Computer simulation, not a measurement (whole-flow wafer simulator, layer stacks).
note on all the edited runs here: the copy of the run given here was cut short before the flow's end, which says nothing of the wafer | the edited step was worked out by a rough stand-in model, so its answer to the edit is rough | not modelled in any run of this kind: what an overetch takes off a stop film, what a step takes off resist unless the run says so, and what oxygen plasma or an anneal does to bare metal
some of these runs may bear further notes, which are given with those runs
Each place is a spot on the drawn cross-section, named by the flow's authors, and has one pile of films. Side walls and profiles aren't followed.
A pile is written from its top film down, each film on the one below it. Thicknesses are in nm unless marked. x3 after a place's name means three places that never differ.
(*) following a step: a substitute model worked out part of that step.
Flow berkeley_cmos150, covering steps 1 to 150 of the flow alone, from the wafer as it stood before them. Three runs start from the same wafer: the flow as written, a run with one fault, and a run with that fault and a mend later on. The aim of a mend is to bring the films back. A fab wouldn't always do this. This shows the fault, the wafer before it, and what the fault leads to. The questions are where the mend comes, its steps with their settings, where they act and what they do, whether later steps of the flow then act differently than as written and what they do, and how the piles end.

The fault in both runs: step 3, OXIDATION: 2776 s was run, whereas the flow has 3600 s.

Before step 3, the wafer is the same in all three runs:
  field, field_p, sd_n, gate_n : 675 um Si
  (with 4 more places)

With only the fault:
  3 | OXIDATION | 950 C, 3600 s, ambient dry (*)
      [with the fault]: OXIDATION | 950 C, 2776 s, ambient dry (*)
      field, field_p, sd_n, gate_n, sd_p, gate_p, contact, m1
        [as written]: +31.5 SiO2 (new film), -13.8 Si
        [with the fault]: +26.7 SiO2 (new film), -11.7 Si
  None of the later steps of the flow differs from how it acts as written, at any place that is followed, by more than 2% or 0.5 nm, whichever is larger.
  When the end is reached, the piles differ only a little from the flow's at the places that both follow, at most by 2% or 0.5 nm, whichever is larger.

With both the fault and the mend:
  The mend stands after step 4.
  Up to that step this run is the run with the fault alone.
  4a | OXIDATION | 950 C, 747 s, ambient dry (*) (a further turn of the flow's step 3, with different settings)
      field, field_p, sd_n, gate_n, sd_p, gate_p, contact, m1
        +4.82 SiO2, -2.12 Si
  None of the later steps of the flow differs from how it acts as written, at any place that is followed, by more than 2% or 0.5 nm, whichever is larger.
  The piles end the same as the flow's at every place that both follow.
